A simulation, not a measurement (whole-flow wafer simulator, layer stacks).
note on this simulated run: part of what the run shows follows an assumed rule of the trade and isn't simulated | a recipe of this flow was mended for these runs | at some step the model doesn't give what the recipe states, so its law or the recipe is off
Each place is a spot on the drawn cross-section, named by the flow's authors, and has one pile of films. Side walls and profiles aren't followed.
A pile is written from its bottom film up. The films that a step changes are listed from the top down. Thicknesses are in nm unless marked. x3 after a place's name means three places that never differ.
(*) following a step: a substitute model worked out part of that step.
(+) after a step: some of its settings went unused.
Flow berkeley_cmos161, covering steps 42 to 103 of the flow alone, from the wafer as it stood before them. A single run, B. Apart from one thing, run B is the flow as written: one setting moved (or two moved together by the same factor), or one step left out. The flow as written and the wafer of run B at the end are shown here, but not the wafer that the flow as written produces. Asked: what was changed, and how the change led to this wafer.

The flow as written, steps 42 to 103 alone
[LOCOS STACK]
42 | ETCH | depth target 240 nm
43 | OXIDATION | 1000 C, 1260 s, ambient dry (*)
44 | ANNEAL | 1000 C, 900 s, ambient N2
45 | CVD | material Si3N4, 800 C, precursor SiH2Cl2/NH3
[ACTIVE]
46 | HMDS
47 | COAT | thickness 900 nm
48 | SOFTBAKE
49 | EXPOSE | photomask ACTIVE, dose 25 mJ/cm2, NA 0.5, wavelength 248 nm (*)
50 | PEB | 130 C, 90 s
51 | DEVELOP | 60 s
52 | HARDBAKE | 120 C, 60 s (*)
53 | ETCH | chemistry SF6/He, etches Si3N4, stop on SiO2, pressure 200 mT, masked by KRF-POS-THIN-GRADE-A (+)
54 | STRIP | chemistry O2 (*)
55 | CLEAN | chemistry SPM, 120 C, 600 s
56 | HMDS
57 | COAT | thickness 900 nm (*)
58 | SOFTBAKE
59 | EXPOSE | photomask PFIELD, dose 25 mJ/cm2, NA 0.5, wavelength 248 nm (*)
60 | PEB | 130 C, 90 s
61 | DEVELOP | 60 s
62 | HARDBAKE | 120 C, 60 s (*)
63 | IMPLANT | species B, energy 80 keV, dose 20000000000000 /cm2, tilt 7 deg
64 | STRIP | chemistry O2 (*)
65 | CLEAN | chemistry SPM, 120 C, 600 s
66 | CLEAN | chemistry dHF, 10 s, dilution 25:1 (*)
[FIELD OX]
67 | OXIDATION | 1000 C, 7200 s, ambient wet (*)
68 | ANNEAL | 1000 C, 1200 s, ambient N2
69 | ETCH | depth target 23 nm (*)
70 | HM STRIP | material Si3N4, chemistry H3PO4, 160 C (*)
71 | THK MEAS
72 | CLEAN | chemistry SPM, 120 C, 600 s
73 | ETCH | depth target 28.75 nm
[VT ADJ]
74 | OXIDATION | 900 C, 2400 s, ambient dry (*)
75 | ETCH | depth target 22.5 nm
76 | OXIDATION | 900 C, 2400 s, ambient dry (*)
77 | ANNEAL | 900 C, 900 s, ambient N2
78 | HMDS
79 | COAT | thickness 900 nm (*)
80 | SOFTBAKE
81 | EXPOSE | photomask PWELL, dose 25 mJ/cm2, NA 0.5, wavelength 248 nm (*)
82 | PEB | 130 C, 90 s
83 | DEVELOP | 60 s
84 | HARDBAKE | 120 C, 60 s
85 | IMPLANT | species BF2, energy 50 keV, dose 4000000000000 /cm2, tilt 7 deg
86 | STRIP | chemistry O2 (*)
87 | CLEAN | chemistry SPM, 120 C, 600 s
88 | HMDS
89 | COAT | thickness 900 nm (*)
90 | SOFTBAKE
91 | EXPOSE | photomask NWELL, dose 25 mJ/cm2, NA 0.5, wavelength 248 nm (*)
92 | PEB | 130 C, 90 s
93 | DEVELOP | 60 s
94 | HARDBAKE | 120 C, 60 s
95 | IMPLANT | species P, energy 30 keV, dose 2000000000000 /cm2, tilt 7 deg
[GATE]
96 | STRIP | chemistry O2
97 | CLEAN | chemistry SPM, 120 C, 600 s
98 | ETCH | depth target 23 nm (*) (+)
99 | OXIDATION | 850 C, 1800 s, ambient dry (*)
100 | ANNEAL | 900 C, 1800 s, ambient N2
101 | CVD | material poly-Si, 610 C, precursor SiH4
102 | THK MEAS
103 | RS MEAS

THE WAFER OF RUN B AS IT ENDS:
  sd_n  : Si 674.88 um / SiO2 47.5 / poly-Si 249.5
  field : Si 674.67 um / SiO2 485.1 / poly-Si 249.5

What caused this: step 42, ETCH: depth target 96 nm was run, whereas the flow has depth target 240 nm.

The path from the change to this, step by step:
  42 | ETCH | depth target 240 nm
      field, sd_n, spacer_n and 6 more: SiO2 loses 96 (as written it would have been: SiO2 loses 197.6 (all of it))
  43 | OXIDATION | 1000 C, 1260 s, ambient dry (*)
      field, sd_n, spacer_n and 6 more: SiO2 gains 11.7, Si loses 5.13 (as written it would have been: SiO2 gains 26.6 (new film), Si loses 11.7)
  67 | OXIDATION | 1000 C, 7200 s, ambient wet (*)
      sd_n, sd_p: SiO2 gains 12.1 (new film), Si3N4 loses 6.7 (as written it would have been: SiO2 gains 12.1 (new film), Si3N4 loses 6.7, SiO2 gains 0.25, Si loses 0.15)
      field: SiO2 gains 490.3, Si loses 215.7 (as written it would have been: SiO2 gains 545.5, Si loses 240)
  73 | ETCH | depth target 28.75 nm
      spacer_n, gate_n, spacer_p, gate_p, contact, m1: SiO2 loses 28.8 (as written it would have been: SiO2 loses 17.9 (all of it))
      sd_n, sd_p: SiO2 loses 28.8 (as written it would have been: SiO2 loses 18.1 (all of it))
  74 | OXIDATION | 900 C, 2400 s, ambient dry (*)
      sd_n, spacer_n, gate_n, sd_p, spacer_p, gate_p, contact, m1: SiO2 gains 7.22, Si loses 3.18 (as written it would have been: SiO2 gains 14.9 (new film), Si loses 6.57)
  75 | ETCH | depth target 22.5 nm
      sd_n, spacer_n, gate_n, sd_p, spacer_p, gate_p, contact, m1: SiO2 loses 22.5 (as written it would have been: SiO2 loses 14.9 (all of it))
  76 | OXIDATION | 900 C, 2400 s, ambient dry (*)
      sd_n, spacer_n, gate_n, sd_p, spacer_p, gate_p, contact, m1: SiO2 gains 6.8, Si loses 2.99 (as written it would have been: SiO2 gains 14.9 (new film), Si loses 6.57)
  98 | ETCH | depth target 23 nm (*) (+)
      sd_n, spacer_n, gate_n, sd_p, spacer_p, gate_p, contact, m1: SiO2 loses 23 (as written it would have been: SiO2 loses 14.9 (all of it))
  99 | OXIDATION | 850 C, 1800 s, ambient dry (*)
      sd_n, spacer_n, gate_n, sd_p, spacer_p, gate_p, contact, m1: SiO2 gains 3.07, Si loses 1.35 (as written it would have been: SiO2 gains 7.48 (new film), Si loses 3.29)
